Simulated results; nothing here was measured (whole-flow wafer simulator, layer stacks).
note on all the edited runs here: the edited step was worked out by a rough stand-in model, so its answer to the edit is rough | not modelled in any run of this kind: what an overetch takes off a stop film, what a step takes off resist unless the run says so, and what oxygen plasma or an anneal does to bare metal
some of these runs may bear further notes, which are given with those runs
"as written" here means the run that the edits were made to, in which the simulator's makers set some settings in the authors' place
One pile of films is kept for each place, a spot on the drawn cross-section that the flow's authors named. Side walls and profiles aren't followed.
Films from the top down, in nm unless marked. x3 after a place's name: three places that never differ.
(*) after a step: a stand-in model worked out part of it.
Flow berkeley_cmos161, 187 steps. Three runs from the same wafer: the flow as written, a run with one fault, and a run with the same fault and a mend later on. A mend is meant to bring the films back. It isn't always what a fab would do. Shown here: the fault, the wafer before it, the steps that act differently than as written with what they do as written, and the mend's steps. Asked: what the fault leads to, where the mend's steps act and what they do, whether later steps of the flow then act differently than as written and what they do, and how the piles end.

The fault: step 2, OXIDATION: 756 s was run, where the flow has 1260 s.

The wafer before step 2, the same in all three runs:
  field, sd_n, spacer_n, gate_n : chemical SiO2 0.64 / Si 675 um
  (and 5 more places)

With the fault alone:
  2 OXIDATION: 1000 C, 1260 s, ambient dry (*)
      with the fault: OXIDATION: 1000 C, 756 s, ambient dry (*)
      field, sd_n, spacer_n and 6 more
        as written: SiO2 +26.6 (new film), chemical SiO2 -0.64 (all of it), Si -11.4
        with the fault: SiO2 +20.4 (new film), chemical SiO2 -0.64 (all of it), Si -8.68
  Later steps of the flow that act differently than as written:
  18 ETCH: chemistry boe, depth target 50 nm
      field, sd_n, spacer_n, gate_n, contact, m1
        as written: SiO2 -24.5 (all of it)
        with the fault: SiO2 -18.2 (all of it)
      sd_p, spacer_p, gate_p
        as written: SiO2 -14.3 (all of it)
        with the fault: SiO2 -8.03 (all of it)
  At the end the piles differ from the flow's only slightly at the places that both follow, by at most 2% or 0.5 nm, whichever is larger.

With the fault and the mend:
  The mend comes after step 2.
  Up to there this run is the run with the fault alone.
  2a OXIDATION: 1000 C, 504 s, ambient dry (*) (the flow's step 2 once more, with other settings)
      field, sd_n, spacer_n and 6 more
        SiO2 +6.28, Si -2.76
  No later step of the flow acts differently than as written at any place that is followed.
  At the end the piles are the same as the flow's at every place that both follow.
